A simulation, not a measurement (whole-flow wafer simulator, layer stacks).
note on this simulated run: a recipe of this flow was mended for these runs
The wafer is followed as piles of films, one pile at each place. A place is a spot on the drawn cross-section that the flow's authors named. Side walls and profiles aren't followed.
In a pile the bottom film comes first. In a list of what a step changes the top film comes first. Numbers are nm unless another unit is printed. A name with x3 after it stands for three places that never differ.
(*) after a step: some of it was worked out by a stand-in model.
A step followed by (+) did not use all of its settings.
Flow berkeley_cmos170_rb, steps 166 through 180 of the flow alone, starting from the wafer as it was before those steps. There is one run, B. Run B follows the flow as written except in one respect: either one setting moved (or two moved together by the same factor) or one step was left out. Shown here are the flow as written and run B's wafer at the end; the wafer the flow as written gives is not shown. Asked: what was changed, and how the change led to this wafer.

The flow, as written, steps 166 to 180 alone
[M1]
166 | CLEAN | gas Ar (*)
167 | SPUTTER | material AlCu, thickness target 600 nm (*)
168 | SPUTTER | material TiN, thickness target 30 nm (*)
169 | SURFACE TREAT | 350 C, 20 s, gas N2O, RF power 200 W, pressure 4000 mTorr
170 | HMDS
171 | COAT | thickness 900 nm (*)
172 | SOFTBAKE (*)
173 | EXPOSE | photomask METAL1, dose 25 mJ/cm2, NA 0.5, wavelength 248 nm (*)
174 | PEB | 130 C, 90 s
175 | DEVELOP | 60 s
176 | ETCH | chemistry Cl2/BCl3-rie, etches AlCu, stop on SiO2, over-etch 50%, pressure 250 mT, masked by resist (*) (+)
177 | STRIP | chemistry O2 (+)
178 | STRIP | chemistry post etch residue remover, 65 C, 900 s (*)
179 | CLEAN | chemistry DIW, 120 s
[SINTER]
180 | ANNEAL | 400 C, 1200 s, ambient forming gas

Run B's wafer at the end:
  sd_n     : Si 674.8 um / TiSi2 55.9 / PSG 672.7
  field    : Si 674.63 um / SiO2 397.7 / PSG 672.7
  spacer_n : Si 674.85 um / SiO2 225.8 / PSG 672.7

What caused this: step 167, SPUTTER: thickness target 740 nm was run, while the flow as written has thickness target 600 nm.

How this came from the change, step by step:
  167 | SPUTTER | material AlCu, thickness target 600 nm (*)
      field, sd_n, spacer_n, gate, spacer_p, gate_p, m1: +740 AlCu (new film) (as written it would have been: +600 AlCu (new film))
      sd_p: +685 AlCu (new film) (as written it would have been: +549.6 AlCu (new film))
      (and at 1 other place as well)
  168 | SPUTTER | material TiN, thickness target 30 nm (*)
      contact: +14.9 TiN (new film) (as written it would have been: +16.3 TiN (new film))
  171 | COAT | thickness 900 nm (*)
      contact: +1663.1 KrF-resist (new film) (as written it would have been: +1612.7 KrF-resist (new film))
  176 | ETCH | chemistry Cl2/BCl3-rie, etches AlCu, stop on SiO2, over-etch 50%, pressure 250 mT, masked by resist (*) (+)
      field, sd_n, spacer_n, gate, spacer_p, gate_p: -30 TiN (all of it), -740 AlCu (all of it), -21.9 PSG (as written it would have been: -30 TiN (all of it), -600 AlCu (all of it), -39.4 PSG)
      sd_p: -25.8 TiN (all of it), -685 AlCu (all of it), -29.3 PSG (as written it would have been: -25.8 TiN (all of it), -549.6 AlCu (all of it), -46.2 PSG)
  177 | STRIP | chemistry O2 (+)
      contact: -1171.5 KrF-resist (all of it) (as written it would have been: -1121.3 KrF-resist (all of it))
